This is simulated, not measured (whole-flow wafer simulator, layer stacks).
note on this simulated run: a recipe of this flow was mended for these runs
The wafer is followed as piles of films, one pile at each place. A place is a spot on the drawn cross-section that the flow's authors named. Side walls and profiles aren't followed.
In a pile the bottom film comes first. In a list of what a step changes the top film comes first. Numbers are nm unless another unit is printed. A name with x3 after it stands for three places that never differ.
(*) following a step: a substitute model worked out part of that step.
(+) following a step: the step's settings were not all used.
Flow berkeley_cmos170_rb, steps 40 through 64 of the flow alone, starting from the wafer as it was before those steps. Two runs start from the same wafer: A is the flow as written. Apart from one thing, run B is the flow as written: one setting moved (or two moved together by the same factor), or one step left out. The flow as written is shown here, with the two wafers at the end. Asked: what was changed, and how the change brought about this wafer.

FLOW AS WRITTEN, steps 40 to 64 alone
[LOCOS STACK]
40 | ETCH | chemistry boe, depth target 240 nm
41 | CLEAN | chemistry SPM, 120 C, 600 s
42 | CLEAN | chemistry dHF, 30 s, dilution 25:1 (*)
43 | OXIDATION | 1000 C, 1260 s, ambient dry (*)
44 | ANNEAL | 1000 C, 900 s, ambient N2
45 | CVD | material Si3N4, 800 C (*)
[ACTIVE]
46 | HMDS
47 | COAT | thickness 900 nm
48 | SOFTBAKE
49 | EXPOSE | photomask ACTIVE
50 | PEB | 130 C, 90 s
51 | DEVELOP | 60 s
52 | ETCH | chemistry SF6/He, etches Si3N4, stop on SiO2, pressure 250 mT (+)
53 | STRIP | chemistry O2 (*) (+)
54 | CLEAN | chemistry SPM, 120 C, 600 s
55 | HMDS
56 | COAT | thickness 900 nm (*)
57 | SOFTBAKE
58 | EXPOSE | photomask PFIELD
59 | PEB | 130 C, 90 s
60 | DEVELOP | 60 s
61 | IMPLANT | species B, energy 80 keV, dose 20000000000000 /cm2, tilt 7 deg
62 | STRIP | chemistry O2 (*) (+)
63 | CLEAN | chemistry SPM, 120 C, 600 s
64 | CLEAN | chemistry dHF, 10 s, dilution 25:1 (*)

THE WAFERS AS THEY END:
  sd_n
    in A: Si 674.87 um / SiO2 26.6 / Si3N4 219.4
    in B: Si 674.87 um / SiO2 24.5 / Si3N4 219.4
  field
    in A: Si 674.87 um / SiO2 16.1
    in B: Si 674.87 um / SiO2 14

Cause: step 43, OXIDATION: 992 C was run, though the flow has 1000 C.

The path from the change to this, step by step:
  43 | OXIDATION | 1000 C, 1260 s, ambient dry (*)
      field, sd_n, spacer_n and 6 more: A SiO2 gains 26.6 (new film), Si loses 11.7 | B SiO2 gains 24.5 (new film), Si loses 10.8
